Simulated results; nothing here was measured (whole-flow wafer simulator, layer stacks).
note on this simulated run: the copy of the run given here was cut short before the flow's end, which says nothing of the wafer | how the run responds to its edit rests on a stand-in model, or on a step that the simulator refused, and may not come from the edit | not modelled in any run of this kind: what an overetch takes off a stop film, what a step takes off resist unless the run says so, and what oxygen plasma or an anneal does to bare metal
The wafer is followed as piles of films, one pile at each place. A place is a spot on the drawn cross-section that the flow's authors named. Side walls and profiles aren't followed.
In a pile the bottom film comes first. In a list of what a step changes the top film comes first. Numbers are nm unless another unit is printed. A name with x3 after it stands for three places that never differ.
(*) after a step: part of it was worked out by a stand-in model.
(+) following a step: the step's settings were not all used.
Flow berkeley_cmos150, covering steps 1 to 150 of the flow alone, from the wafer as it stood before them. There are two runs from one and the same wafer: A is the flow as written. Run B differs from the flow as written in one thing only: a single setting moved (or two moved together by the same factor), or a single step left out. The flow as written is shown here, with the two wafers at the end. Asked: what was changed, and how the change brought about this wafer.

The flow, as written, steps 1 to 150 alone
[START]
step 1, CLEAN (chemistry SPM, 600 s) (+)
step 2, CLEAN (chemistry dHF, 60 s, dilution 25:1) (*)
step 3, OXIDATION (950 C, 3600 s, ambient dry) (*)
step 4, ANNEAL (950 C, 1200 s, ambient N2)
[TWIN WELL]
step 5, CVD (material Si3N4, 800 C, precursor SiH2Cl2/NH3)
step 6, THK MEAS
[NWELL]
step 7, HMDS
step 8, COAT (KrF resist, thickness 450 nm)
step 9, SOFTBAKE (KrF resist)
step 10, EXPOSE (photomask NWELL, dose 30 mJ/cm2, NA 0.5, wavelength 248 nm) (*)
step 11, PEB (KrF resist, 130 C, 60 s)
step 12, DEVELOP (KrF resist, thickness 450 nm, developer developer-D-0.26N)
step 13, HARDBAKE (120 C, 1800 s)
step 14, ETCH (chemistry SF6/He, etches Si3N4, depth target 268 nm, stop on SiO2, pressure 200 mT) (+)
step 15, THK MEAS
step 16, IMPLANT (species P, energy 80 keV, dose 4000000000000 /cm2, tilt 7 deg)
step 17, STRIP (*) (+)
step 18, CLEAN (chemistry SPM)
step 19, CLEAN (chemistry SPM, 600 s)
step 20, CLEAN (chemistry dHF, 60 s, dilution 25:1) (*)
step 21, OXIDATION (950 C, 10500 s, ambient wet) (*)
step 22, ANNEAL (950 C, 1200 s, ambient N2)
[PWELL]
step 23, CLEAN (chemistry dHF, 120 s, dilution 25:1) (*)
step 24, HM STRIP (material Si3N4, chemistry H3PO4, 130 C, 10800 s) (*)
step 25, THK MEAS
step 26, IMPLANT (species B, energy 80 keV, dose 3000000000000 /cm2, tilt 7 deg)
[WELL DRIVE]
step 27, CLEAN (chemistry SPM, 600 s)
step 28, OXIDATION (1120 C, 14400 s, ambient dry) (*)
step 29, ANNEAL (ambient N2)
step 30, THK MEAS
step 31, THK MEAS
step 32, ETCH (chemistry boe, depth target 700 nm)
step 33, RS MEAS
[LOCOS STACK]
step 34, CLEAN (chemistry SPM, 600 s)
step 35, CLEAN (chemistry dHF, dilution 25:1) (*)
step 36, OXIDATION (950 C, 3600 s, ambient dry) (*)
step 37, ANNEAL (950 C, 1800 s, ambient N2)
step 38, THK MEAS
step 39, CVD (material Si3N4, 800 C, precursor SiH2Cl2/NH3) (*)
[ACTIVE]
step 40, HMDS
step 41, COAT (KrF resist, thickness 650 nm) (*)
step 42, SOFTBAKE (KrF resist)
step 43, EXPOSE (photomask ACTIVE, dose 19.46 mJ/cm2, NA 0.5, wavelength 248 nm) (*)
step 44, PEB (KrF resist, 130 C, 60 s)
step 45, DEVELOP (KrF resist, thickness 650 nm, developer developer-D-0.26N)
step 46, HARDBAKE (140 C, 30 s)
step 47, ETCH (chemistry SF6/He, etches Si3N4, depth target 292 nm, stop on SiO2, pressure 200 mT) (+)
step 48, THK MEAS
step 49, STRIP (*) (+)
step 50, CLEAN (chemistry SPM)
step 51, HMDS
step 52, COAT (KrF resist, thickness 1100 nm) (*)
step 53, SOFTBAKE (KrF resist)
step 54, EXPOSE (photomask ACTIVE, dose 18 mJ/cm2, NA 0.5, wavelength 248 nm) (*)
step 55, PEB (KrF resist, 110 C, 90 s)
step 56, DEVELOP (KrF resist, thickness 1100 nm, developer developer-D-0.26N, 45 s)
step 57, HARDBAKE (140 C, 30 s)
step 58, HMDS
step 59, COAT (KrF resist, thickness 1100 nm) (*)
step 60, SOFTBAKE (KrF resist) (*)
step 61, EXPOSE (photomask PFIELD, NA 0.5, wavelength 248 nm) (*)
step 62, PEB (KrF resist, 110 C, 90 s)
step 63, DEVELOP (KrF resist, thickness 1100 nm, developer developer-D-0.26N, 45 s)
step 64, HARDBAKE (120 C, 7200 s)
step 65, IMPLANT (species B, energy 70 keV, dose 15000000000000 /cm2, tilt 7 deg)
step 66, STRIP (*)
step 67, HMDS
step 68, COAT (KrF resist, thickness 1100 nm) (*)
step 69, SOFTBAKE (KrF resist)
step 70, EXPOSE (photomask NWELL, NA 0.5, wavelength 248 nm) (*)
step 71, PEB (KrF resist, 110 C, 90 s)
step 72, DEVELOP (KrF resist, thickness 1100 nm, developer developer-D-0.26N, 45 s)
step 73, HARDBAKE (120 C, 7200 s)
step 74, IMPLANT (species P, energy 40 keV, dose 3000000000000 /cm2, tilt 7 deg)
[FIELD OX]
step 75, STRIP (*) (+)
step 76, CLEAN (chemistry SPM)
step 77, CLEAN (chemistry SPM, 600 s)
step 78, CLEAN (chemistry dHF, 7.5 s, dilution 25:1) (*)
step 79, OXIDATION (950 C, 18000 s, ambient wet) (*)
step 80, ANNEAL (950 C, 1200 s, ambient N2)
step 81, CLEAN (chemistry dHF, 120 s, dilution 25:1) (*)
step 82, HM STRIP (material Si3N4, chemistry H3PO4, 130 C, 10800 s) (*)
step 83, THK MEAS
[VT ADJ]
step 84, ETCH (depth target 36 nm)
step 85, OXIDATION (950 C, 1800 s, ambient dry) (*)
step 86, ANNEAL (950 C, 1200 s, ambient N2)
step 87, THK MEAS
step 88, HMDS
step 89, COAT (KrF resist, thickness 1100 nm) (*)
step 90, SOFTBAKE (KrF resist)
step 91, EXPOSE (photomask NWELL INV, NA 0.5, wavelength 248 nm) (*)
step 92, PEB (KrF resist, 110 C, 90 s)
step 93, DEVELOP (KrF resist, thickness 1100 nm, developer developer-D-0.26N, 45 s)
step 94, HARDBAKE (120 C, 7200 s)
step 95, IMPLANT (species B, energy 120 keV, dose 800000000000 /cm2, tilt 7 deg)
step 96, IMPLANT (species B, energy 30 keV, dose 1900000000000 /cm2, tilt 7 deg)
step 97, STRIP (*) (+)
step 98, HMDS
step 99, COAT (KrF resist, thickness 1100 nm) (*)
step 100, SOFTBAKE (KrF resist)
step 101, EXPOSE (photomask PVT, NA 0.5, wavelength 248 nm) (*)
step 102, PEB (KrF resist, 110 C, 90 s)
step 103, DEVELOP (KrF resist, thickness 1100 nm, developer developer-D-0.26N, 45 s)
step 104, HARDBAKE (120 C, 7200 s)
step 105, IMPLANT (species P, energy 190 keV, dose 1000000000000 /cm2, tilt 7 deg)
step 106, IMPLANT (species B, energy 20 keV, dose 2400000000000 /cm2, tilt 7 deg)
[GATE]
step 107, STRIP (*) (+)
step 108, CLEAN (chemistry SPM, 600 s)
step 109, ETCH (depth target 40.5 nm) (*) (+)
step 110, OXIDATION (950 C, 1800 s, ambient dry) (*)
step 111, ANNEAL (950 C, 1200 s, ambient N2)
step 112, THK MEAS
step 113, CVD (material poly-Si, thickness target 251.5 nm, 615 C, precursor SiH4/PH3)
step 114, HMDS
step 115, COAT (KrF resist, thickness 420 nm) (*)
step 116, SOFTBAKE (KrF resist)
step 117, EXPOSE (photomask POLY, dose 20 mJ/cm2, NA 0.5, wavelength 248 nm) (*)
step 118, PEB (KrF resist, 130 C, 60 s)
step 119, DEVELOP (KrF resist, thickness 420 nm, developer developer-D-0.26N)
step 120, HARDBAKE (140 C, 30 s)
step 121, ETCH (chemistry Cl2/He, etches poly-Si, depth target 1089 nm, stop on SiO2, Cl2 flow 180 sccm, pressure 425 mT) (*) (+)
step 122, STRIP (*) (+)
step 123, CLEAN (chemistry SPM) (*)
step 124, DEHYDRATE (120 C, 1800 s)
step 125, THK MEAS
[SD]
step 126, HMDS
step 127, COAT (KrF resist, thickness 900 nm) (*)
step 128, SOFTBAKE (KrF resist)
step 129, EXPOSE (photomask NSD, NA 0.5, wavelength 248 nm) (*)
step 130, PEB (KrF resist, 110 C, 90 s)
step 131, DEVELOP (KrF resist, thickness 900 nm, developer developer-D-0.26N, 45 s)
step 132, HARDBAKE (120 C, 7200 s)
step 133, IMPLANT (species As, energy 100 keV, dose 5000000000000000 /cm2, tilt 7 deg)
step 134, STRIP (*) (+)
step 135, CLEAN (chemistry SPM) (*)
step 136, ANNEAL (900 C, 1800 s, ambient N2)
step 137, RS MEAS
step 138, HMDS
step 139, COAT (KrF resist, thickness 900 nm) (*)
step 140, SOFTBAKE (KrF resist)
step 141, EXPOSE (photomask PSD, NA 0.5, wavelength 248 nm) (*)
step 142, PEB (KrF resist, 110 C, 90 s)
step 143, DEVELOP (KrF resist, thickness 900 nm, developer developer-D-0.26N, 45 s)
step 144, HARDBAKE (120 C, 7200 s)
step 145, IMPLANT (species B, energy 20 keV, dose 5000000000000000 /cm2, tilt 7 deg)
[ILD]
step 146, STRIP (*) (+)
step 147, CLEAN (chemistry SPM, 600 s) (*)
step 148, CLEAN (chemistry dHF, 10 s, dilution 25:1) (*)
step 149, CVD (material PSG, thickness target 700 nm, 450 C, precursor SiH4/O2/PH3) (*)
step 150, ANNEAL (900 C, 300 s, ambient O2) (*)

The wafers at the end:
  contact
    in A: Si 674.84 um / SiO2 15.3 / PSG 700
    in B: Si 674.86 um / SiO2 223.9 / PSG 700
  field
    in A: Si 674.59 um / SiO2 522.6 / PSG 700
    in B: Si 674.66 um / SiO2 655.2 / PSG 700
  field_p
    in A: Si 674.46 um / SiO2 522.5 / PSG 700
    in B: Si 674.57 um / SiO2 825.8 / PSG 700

The reason: step 32, ETCH: chemistry boe, depth target 700 nm, was omitted.

How this came from the change, step by step:
  step 34, CLEAN (chemistry SPM, 600 s)
      field, field_p, sd_n, gate_n, sd_p, gate_p, contact, m1: A chemical SiO2 gains 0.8 (new film), Si loses 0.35 | B nothing
  step 35, CLEAN (chemistry dHF, dilution 25:1) (*)
      field, field_p, sd_n, gate_n, sd_p, gate_p, contact, m1: A chemical SiO2 loses 0.8 (all of it) | B nothing
  step 36, OXIDATION (950 C, 3600 s, ambient dry) (*)
      field, sd_n, gate_n, contact, m1: A SiO2 gains 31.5 (new film), Si loses 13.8 | B SiO2 gains 7.66, Si loses 3.37
      field_p, sd_p, gate_p: A SiO2 gains 31.5 (new film), Si loses 13.8 | B SiO2 gains 4.75, Si loses 2.09
  step 41, COAT (KrF resist, thickness 650 nm) (*)
      field: A KrF resist gains 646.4 (new film) | B KrF resist gains 682.3 (new film)
      field_p: A KrF resist gains 715.2 (new film) | B KrF resist gains 588.1 (new film)
      (and at 4 other places as well)
  step 45, DEVELOP (KrF resist, thickness 650 nm, developer developer-D-0.26N)
      field: A KrF resist loses 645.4 (all of it) | B KrF resist loses 681.3 (all of it)
      field_p: A KrF resist loses 714.1 (all of it) | B KrF resist loses 587.3 (all of it)
  step 46, HARDBAKE (140 C, 30 s)
      sd_n: A KrF resist loses 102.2 | B KrF resist loses 107.4
      sd_p: A KrF resist loses 112.2 | B KrF resist loses 97.8
      (and at 2 other places as well)
  step 49, STRIP (*) (+)
      sd_n: A KrF resist loses 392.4 (all of it) | B KrF resist loses 418.9 (all of it)
      gate_n: A KrF resist loses 400.6 (all of it) | B KrF resist loses 410.8 (all of it)
      (and at 3 other places as well)
  step 52, COAT (KrF resist, thickness 1100 nm) (*)
      field: A KrF resist gains 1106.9 (new film) | B KrF resist gains 1165.2 (new film)
      field_p: A KrF resist gains 1219.5 (new film) | B KrF resist gains 1057.3 (new film)
      (and at 3 other places as well)
  step 55, PEB (KrF resist, 110 C, 90 s)
      field_p: A KrF resist loses 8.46 | B KrF resist loses 7.32
      sd_p: A KrF resist loses 7.69 | B KrF resist loses 6.76
      (and at 1 other place as well)
  step 56, DEVELOP (KrF resist, thickness 1100 nm, developer developer-D-0.26N, 45 s)
      field: A KrF resist loses 1099.3 (all of it) | B KrF resist loses 1157.1 (all of it)
      field_p: A KrF resist loses 1211 (all of it) | B KrF resist loses 1050 (all of it)
  step 57, HARDBAKE (140 C, 30 s)
      sd_n: A KrF resist loses 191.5 | B KrF resist loses 198
      sd_p: A KrF resist loses 208.8 | B KrF resist loses 184
      (and at 1 other place as well)
  step 59, COAT (KrF resist, thickness 1100 nm) (*)
      field: A KrF resist gains 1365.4 (new film) | B KrF resist gains 1414.9 (new film)
      field_p: A KrF resist gains 1484.3 (new film) | B KrF resist gains 1305.9 (new film)
      (and at 2 other places as well)
  step 62, PEB (KrF resist, 110 C, 90 s)
      field_p: A KrF resist loses 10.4 | B KrF resist loses 9.08
  step 63, DEVELOP (KrF resist, thickness 1100 nm, developer developer-D-0.26N, 45 s)
      field: A KrF resist loses 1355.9 (all of it) | B KrF resist loses 1405.1 (all of it)
  step 64, HARDBAKE (120 C, 7200 s)
      field_p: A KrF resist loses 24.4 | B KrF resist loses 21.2
      sd_p: A KrF resist loses 10.3 | B KrF resist loses 9.45
      (and at 1 other place as well)
  step 66, STRIP (*)
      field_p: A KrF resist loses 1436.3 (all of it) | B KrF resist loses 1262.4 (all of it)
      sd_n: A KrF resist loses 1362.4 (all of it) | B KrF resist loses 1396.2 (all of it)
      (and at 2 other places as well)
  ... 33 further steps ...
  step 149, CVD (material PSG, thickness target 700 nm, 450 C, precursor SiH4/O2/PH3) (*)
      sd_p: A PSG gains 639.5 (new film) | B PSG gains 661.1 (new film)
